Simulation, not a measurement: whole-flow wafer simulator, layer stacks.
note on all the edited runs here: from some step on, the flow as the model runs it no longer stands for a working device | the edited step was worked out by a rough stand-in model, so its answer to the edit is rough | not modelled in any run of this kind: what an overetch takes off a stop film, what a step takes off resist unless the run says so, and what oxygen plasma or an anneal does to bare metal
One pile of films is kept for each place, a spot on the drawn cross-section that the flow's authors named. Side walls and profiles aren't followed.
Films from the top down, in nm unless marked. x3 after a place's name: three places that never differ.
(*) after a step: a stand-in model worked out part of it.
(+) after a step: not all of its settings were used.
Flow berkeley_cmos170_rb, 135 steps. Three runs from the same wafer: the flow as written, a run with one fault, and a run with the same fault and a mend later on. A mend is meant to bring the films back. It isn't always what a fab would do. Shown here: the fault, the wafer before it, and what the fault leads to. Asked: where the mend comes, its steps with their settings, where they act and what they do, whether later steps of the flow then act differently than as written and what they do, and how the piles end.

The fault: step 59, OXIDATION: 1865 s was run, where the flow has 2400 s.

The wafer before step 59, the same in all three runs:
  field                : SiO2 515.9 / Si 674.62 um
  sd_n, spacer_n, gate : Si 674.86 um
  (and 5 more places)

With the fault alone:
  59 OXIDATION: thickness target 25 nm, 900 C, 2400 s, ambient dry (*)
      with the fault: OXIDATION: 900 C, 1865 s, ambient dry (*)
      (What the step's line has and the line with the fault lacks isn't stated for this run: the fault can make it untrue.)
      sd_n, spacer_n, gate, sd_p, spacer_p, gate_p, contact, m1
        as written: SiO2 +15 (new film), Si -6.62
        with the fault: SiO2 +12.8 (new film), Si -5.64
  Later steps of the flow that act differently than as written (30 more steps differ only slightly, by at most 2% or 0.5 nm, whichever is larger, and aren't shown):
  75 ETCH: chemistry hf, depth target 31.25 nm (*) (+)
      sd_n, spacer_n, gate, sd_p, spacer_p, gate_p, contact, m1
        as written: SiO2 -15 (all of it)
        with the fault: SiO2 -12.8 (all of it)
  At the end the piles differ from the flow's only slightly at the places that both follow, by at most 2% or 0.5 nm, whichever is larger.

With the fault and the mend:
  The mend comes after step 64.
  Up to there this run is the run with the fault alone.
  64a STRIP (*) (+)
      sd_p
        KrF resist -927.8 (all of it)
      spacer_p
        KrF resist -911.1 (all of it)
      gate_p
        KrF resist -910.2 (all of it)
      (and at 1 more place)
  64b CLEAN (*) (the flow's step 51 once more)
      changes no film at any place that is followed
  64c OXIDATION: 900 C, 531 s, ambient dry (*) (the flow's step 59 once more, with other settings)
      sd_n, spacer_n, gate, sd_p, spacer_p, gate_p, contact, m1
        SiO2 +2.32, Si -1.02
      field
        SiO2 +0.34, Si -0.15
  64d COAT: KrF resist, thickness 900 nm (*) (the flow's step 61 once more)
      field
        KrF resist +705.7 (new film)
      sd_n
        KrF resist +957.4 (new film)
      spacer_n
        KrF resist +924.9 (new film)
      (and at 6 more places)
  64e EXPOSE: photomask PWELL (the flow's step 62 once more)
      changes no film at any place that is followed
  64f PEB: 130 C, 60 s (*) (the flow's step 63 once more)
      changes no film at any place that is followed
  64g DEVELOP: developer developer-D-0.26N, 45 s (the flow's step 64 once more)
      sd_p, spacer_p, gate_p, m1
        KrF resist -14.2
      field
        KrF resist -705.7 (all of it)
      sd_n
        KrF resist -957.4 (all of it)
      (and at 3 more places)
  No later step of the flow acts differently than as written, at any place that is followed, by more than 2% or 0.5 nm, whichever is larger.
  At the end the piles differ from the flow's only slightly at the places that both follow, by at most 2% or 0.5 nm, whichever is larger.
